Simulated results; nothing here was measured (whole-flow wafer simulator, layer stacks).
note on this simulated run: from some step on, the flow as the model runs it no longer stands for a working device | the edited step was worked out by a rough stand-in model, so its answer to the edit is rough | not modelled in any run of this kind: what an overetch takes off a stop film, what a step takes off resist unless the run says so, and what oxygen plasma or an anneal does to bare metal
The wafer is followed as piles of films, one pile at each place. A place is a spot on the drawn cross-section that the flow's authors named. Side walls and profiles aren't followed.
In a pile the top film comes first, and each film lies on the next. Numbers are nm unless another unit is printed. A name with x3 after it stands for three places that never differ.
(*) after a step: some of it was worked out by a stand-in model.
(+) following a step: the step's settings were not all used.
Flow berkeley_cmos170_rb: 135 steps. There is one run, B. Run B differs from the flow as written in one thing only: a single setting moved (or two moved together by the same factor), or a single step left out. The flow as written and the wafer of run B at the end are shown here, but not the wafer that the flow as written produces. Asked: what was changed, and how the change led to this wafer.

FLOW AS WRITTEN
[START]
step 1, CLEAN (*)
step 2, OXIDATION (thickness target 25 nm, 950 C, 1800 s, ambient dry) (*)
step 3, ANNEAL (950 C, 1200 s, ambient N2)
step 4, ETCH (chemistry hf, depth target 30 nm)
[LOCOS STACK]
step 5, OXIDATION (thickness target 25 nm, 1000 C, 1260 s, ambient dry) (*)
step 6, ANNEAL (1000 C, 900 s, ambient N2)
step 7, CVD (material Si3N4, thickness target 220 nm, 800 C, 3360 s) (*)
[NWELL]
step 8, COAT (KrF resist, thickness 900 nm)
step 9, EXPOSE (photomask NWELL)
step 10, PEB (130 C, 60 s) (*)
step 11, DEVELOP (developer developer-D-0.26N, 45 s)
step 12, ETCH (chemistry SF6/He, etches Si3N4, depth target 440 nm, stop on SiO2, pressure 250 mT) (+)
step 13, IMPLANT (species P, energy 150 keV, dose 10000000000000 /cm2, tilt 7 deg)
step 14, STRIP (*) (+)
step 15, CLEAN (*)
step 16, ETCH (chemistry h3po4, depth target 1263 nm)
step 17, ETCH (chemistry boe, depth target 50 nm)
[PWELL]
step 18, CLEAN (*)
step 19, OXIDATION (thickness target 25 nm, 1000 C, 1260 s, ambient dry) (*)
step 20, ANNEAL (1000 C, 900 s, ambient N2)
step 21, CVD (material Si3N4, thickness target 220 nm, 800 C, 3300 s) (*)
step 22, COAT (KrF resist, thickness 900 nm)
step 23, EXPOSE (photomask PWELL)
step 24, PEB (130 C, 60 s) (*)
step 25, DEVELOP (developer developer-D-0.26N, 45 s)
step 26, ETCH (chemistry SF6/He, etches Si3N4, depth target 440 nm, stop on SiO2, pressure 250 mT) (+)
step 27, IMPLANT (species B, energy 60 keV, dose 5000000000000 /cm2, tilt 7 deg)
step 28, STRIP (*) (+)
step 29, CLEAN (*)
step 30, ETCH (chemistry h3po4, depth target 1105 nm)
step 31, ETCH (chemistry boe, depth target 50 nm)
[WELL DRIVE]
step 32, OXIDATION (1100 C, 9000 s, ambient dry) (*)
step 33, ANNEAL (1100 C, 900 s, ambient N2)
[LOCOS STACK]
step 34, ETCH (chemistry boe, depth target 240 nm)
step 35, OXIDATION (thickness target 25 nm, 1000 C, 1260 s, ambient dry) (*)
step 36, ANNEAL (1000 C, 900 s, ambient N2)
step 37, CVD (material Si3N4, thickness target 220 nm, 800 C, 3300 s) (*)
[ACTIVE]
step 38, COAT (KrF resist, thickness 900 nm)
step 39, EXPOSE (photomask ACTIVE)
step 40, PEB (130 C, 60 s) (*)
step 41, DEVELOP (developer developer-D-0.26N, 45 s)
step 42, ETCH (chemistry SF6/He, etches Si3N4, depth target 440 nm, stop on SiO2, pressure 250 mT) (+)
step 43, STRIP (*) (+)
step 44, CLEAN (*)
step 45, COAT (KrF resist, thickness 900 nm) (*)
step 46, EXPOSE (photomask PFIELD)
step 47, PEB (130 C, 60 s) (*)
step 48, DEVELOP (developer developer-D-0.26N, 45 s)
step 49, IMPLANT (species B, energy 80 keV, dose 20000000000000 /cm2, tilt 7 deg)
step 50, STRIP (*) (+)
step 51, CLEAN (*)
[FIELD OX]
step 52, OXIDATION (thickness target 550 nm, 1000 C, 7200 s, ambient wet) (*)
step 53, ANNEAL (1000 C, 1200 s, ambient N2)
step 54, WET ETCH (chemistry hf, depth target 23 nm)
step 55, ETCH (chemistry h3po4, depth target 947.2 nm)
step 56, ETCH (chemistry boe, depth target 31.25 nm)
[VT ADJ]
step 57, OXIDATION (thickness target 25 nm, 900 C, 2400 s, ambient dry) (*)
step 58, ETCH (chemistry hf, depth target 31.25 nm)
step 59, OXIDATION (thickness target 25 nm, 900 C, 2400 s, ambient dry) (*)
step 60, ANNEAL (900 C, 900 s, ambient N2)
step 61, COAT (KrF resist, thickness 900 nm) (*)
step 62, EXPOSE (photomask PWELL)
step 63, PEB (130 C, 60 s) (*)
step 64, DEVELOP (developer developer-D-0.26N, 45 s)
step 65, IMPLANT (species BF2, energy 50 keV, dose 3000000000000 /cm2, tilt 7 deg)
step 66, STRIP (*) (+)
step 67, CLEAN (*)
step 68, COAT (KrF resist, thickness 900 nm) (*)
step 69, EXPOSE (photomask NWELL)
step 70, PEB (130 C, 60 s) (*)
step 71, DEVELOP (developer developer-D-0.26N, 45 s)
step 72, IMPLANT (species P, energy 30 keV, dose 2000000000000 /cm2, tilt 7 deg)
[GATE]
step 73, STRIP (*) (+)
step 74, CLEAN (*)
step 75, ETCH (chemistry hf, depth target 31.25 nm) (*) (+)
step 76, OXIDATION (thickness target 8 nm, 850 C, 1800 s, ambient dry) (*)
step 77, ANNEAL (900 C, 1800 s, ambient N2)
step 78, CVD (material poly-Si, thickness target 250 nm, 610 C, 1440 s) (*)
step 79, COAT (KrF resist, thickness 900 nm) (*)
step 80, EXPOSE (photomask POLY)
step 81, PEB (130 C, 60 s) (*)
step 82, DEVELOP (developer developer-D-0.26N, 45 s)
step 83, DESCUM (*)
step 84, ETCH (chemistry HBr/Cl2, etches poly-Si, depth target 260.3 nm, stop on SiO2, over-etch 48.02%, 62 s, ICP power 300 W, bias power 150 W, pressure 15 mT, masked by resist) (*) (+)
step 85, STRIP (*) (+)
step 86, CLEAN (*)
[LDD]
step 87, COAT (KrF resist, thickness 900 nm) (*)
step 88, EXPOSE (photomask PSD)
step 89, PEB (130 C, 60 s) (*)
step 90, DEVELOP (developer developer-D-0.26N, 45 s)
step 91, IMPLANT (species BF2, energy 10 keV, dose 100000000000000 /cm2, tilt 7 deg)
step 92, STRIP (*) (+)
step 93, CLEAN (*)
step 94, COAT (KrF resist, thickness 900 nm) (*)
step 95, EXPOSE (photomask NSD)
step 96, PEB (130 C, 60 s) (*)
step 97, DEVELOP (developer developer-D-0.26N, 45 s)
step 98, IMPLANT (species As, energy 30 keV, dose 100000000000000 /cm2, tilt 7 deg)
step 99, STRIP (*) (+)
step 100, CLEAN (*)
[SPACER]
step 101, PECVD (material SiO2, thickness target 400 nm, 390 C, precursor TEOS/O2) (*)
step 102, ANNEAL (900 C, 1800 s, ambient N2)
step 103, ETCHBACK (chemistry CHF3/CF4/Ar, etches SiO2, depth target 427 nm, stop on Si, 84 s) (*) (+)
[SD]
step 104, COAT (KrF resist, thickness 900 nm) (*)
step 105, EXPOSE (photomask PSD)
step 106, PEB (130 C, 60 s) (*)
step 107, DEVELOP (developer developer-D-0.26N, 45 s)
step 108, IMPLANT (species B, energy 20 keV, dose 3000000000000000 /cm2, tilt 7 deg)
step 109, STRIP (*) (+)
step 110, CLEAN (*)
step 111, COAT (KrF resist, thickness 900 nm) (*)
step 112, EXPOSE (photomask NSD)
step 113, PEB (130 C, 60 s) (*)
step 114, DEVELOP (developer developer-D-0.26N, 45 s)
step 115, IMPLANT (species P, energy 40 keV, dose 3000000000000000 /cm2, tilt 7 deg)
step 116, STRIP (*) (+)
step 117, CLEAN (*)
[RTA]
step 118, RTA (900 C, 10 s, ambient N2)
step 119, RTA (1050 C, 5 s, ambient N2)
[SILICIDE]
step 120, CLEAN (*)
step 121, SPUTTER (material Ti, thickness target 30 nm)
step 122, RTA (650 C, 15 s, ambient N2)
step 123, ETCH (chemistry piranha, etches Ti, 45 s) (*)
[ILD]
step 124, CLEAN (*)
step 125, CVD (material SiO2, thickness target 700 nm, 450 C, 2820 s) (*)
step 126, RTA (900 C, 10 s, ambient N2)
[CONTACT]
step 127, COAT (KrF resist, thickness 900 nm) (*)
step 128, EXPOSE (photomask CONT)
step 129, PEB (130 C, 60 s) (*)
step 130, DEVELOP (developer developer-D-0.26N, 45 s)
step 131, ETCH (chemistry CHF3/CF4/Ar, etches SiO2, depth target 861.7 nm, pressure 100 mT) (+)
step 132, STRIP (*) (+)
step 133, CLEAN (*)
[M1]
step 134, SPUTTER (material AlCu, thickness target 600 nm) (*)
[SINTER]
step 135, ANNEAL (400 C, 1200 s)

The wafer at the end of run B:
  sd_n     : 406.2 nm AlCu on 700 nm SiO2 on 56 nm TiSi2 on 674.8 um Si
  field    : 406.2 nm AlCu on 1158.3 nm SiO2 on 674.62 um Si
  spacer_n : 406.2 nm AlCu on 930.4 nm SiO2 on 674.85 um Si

Cause: step 134, SPUTTER: thickness target 406.2 nm was run, while the flow as written has thickness target 600 nm.
The wafer itself shows it: sd_n has AlCu 406.2, and step 134 as written asks for 600 nm.

How this came from the change, step by step:
  step 134, SPUTTER (material AlCu, thickness target 600 nm) (*)
      field, sd_n, spacer_n, gate, spacer_p, gate_p, m1: +406.2 AlCu (new film) (in the flow as written it would be: +600 AlCu (new film))
      sd_p: +363.9 AlCu (new film) (in the flow as written it would be: +545.9 AlCu (new film))
      (also at 1 further place)
